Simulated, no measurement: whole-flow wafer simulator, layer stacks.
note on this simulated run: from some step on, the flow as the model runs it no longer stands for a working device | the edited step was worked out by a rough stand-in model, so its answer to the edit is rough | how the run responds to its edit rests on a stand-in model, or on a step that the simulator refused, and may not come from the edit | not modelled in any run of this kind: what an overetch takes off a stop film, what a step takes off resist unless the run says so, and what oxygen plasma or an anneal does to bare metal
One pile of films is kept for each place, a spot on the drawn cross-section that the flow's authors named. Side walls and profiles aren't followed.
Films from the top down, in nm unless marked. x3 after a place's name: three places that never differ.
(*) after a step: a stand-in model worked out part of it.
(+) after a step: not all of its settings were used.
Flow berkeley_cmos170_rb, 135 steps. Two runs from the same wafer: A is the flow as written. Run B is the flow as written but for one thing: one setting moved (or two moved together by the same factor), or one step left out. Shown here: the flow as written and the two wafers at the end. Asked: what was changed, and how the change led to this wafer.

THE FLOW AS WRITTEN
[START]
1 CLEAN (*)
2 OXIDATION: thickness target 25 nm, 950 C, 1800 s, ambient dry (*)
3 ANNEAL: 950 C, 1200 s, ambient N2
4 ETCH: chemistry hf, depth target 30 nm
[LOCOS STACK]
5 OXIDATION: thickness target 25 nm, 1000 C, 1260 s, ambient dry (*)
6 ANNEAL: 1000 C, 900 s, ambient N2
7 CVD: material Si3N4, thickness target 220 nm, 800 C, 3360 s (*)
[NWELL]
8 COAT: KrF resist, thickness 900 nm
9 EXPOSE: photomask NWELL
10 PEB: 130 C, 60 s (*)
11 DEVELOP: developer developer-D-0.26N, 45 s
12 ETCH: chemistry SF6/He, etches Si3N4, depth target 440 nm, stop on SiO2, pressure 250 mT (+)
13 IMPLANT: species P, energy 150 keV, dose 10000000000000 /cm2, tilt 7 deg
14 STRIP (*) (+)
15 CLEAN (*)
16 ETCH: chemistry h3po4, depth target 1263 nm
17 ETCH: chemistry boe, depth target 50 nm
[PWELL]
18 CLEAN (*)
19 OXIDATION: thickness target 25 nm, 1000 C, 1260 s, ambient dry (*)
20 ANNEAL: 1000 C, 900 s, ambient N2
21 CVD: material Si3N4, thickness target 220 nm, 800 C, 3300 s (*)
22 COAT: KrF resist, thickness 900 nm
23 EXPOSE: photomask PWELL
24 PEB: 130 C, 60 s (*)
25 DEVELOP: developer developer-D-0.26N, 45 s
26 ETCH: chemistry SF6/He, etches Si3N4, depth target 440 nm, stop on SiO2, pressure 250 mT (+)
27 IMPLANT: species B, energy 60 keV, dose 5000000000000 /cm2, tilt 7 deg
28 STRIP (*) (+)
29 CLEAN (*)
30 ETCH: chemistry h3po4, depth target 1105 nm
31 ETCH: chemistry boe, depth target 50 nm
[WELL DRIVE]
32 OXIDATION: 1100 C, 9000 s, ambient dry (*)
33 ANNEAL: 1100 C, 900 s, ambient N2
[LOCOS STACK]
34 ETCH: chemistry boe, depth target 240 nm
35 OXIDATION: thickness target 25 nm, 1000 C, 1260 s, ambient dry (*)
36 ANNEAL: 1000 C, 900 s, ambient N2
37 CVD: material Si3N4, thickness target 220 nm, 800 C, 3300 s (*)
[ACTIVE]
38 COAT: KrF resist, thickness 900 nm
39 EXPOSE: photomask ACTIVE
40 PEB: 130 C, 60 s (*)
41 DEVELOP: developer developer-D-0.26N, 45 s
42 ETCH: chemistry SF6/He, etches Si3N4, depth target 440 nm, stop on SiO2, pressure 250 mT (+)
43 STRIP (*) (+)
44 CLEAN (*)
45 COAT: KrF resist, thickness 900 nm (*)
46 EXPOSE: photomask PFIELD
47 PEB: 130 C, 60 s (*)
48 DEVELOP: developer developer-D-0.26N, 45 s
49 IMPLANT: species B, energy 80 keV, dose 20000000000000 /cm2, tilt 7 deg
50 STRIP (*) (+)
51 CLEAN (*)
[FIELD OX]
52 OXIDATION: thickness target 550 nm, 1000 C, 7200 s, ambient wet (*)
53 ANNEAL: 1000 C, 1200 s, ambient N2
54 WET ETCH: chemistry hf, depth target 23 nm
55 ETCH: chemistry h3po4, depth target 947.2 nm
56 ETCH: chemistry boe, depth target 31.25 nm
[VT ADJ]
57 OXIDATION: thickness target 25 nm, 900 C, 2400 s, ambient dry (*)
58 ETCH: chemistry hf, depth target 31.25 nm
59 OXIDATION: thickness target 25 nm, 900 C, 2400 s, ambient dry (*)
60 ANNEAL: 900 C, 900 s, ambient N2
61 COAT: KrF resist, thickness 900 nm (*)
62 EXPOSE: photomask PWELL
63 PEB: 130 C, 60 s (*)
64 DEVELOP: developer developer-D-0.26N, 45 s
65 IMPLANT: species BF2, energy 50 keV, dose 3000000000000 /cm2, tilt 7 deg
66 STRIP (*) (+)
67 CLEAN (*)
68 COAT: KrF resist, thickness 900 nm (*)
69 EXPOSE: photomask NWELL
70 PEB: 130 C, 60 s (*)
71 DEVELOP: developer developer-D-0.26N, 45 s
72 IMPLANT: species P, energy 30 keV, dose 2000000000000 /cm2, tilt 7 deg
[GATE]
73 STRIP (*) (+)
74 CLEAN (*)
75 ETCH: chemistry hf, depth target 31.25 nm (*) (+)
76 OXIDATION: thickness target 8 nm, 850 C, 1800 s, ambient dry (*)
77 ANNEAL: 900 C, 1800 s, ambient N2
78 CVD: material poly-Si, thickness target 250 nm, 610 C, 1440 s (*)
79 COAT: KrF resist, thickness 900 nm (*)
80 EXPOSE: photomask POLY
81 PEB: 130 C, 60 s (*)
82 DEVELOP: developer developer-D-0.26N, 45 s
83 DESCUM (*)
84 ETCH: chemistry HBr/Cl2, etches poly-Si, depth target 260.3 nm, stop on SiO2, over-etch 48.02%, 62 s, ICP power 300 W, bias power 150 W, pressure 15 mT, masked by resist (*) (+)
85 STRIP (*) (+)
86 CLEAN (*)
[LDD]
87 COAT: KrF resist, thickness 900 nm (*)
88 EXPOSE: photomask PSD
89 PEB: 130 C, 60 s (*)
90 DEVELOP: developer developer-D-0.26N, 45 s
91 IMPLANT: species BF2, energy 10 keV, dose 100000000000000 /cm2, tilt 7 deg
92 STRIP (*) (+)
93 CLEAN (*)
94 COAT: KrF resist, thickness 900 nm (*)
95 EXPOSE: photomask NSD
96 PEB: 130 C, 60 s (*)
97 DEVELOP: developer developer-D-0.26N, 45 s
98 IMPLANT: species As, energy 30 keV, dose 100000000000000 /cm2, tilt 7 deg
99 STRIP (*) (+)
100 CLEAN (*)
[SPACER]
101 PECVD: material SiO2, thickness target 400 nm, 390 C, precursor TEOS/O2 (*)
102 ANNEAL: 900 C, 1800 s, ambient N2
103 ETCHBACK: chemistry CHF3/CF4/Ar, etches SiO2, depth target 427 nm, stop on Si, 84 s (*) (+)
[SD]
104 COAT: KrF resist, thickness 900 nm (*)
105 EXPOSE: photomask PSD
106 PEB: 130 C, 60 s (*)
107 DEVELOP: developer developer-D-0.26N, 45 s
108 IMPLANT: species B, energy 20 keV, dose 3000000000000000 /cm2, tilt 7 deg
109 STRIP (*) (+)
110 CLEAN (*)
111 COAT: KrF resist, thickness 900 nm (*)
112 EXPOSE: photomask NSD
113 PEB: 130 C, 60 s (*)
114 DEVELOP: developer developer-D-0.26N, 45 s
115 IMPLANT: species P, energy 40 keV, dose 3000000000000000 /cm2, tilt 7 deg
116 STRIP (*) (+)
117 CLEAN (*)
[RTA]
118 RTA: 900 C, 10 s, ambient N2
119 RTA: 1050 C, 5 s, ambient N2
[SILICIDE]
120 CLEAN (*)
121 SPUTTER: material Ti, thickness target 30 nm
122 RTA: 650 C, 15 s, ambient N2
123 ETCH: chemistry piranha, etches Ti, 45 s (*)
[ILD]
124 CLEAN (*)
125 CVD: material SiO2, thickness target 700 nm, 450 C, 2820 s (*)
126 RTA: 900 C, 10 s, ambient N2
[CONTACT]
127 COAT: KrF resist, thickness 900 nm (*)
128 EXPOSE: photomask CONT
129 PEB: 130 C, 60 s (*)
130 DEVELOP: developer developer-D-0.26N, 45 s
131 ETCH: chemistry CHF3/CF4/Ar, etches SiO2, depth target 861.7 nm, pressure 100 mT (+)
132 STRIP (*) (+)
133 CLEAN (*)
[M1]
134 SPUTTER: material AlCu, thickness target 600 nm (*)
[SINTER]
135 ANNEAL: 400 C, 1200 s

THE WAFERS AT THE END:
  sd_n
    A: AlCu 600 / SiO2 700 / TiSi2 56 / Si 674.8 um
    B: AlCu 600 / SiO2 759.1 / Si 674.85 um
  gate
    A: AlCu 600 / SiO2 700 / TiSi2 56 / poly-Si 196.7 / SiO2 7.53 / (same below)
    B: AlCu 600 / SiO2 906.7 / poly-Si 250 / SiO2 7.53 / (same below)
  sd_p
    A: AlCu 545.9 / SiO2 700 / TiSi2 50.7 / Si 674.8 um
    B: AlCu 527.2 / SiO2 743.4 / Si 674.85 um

The cause: step 101, PECVD: thickness target 480 nm was run, where the flow has thickness target 400 nm.

How the change led to this, step by step:
  101 PECVD: material SiO2, thickness target 400 nm, 390 C, precursor TEOS/O2 (*)
      field, sd_n, contact, m1: A SiO2 +400 | B SiO2 +480
      gate, gate_p: A SiO2 +400 (new film) | B SiO2 +480 (new film)
      (and at 3 more places)
  103 ETCHBACK: chemistry CHF3/CF4/Ar, etches SiO2, depth target 427 nm, stop on Si, 84 s (*) (+)
      sd_n, contact, m1: A SiO2 -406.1 (all of it) | B SiO2 -427
      spacer_n, spacer_p: A SiO2 -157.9 | B nothing
      (and at 3 more places)
  104 COAT: KrF resist, thickness 900 nm (*)
      field: A KrF resist +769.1 (new film) | B KrF resist +794.4 (new film)
      sd_n: A KrF resist +982.1 (new film) | B KrF resist +1018.9 (new film)
      (and at 7 more places)
  107 DEVELOP: developer developer-D-0.26N, 45 s
      sd_p: A KrF resist -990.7 (all of it) | B KrF resist -1085 (all of it)
      spacer_p: A KrF resist -767.7 (all of it) | B KrF resist -686.4 (all of it)
      (and at 1 more place)
  109 STRIP (*) (+)
      field: A KrF resist -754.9 (all of it) | B KrF resist -780.2 (all of it)
      sd_n: A KrF resist -967.9 (all of it) | B KrF resist -1004.7 (all of it)
      (and at 4 more places)
  111 COAT: KrF resist, thickness 900 nm (*)
      field: A KrF resist +769.1 (new film) | B KrF resist +794.4 (new film)
      sd_n: A KrF resist +982.1 (new film) | B KrF resist +1018.9 (new film)
      (and at 7 more places)
  114 DEVELOP: developer developer-D-0.26N, 45 s
      sd_n: A KrF resist -982.1 (all of it) | B KrF resist -1018.9 (all of it)
      spacer_n: A KrF resist -766.3 (all of it) | B KrF resist -686.4 (all of it)
      (and at 2 more places)
  116 STRIP (*) (+)
      field: A KrF resist -754.9 (all of it) | B KrF resist -780.2 (all of it)
      sd_p: A KrF resist -976.5 (all of it) | B KrF resist -1070.8 (all of it)
      (and at 3 more places)
  121 SPUTTER: material Ti, thickness target 30 nm
      gate, gate_p: A Ti +30 (new film) | B Ti +20.3 (new film)
      sd_p: A Ti +27.1 (new film) | B Ti +24.6 (new film)
  122 RTA: 650 C, 15 s, ambient N2
      sd_n, contact, m1: A Ti -23.4, TiSi first +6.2 (new film), TiSi2 C49 +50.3 (new film), Si -49 | B nothing
      gate, gate_p: A Ti -23.4, TiSi first +6.2 (new film), TiSi2 C49 +50.3 (new film), poly-Si -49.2 | B nothing
      (and at 1 more place)
  123 ETCH: chemistry piranha, etches Ti, 45 s (*)
      sd_n, contact, m1: A Ti -6.6 (all of it) | B Ti -30 (all of it)
      gate, gate_p: A Ti -6.6 (all of it) | B Ti -20.3 (all of it)
      (and at 1 more place)
  125 CVD: material SiO2, thickness target 700 nm, 450 C, 2820 s (*)
      sd_n, contact, m1: A SiO2 +700 (new film) | B SiO2 +700
      gate, gate_p: A SiO2 +700 (new film) | B SiO2 +853.7
      (and at 1 more place)
  126 RTA: 900 C, 10 s, ambient N2
      sd_n, contact, m1: A under 1 film: TiSi2 +56 (new film), TiSi first -6.2 (all of it), TiSi2 C49 -50.3 (all of it), Si -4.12 | B nothing
      gate, gate_p: A under 1 film: TiSi2 +56 (new film), TiSi first -6.2 (all of it), TiSi2 C49 -50.3 (all of it), poly-Si -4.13 | B nothing
      (and at 1 more place)
  127 COAT: KrF resist, thickness 900 nm (*)
      field: A KrF resist +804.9 (new film) | B KrF resist +831.1 (new film)
      sd_n: A KrF resist +1010 (new film) | B KrF resist +1045.5 (new film)
      (and at 7 more places)
  130 DEVELOP: developer developer-D-0.26N, 45 s
      contact: A KrF resist -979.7 (all of it) | B KrF resist -1009.9 (all of it)
  131 ETCH: chemistry CHF3/CF4/Ar, etches SiO2, depth target 861.7 nm, pressure 100 mT (+)
      contact: A SiO2 -700 (all of it), TiSi2 -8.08 | B SiO2 -759.1 (all of it), Si -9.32
  ... 1 more step ...
  134 SPUTTER: material AlCu, thickness target 600 nm (*)
      sd_p: A AlCu +545.9 (new film) | B AlCu +527.2 (new film)
      contact: A AlCu +415.1 (new film) | B AlCu +400.6 (new film)
